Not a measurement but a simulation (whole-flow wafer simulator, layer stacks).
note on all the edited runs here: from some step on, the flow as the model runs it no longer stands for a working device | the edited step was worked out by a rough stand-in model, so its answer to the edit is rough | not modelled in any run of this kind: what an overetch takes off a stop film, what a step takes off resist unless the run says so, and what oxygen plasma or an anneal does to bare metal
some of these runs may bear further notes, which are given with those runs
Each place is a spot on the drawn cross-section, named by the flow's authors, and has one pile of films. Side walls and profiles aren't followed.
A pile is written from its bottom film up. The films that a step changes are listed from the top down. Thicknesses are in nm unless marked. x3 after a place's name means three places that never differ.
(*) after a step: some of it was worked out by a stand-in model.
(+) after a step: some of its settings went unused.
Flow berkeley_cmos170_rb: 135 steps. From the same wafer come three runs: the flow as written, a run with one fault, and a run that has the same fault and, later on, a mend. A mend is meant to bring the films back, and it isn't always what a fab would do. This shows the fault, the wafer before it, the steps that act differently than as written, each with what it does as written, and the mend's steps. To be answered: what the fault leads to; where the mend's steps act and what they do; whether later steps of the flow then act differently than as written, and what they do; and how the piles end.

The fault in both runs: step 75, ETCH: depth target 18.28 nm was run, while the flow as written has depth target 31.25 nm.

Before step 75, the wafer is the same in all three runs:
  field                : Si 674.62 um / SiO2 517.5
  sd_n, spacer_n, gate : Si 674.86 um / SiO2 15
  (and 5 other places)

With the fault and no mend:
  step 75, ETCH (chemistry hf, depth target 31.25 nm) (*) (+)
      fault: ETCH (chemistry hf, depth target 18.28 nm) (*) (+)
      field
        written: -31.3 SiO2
        fault: -18.3 SiO2
  Later steps of the flow acting differently than as written (not shown: 23 more steps that differ only slightly, by at most 2% or 0.5 nm, whichever is larger):
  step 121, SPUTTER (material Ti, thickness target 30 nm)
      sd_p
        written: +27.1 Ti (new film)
        fault: +25.4 Ti (new film)
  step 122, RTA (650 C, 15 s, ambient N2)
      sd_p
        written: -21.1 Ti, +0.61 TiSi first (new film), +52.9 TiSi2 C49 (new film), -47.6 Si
        fault: -19.8 Ti, +50.4 TiSi2 C49 (new film), -45 Si
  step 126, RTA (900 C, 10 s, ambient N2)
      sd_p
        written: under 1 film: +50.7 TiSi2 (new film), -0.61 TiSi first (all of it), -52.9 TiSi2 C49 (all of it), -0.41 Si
        fault: under 1 film: +47.5 TiSi2 (new film), -50.4 TiSi2 C49 (all of it)
  The piles end different from the flow's at sd_p by more than 2% or 0.5 nm, whichever is larger.
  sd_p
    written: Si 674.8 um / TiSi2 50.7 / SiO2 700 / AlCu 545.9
    fault: Si 674.81 um / TiSi2 47.5 / SiO2 700 / AlCu 541.4

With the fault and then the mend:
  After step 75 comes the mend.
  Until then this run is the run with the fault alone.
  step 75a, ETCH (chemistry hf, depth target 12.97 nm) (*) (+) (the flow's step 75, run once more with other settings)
      field
        -13 SiO2
  None of the later steps of the flow differs from how it acts as written, at any place that is followed, by more than 2% or 0.5 nm, whichever is larger.
  By the end, the piles equal the flow's at every place that both follow.
